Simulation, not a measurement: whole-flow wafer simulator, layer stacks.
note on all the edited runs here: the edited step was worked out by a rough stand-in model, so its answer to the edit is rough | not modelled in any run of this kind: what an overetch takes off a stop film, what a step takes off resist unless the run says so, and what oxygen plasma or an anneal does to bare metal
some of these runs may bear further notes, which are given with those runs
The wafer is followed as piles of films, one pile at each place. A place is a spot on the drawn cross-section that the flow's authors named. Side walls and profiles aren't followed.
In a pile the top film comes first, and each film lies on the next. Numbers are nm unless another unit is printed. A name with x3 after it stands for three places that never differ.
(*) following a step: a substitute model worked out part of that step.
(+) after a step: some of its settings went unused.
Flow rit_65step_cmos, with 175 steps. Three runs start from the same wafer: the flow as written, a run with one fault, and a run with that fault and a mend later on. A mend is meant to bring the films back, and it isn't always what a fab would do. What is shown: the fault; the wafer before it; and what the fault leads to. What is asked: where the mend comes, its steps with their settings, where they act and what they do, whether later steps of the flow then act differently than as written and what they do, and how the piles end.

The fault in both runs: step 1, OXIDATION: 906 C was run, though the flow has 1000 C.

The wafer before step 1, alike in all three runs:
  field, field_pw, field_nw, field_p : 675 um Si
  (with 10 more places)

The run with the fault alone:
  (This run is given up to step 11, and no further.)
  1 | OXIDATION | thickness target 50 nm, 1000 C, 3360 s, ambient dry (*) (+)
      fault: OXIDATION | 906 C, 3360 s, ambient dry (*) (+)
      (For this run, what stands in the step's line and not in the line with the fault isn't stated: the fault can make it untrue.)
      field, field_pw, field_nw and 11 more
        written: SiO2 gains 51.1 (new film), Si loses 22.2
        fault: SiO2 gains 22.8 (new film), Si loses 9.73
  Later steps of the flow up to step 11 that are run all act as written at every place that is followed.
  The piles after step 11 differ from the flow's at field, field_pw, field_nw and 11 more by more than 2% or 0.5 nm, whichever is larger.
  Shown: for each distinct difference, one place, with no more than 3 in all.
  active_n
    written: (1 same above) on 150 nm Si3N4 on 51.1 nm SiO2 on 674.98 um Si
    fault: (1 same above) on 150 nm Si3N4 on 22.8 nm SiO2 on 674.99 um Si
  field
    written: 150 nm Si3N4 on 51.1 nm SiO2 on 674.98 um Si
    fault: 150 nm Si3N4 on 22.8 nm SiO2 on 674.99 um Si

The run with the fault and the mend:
  The mend follows step 2.
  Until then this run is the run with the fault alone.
  2a | OXIDATION | 1000 C, 2340 s, ambient dry (*) (the flow's step 1, run once more with other settings)
      field, field_pw, field_nw and 11 more
        SiO2 gains 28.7, Si loses 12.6
  Steps later in the flow that act otherwise than as written (43 other steps are not shown; they differ only slightly, by no more than 2% or 0.5 nm, whichever is larger):
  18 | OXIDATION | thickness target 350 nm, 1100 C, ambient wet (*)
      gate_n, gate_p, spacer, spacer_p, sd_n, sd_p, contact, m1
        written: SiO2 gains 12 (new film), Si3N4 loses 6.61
        mend: SiO2 gains 12 (new film), Si3N4 loses 6.61, SiO2 gains 0.03
  When the end is reached, the piles differ only a little from the flow's at the places that both follow, at most by 2% or 0.5 nm, whichever is larger.
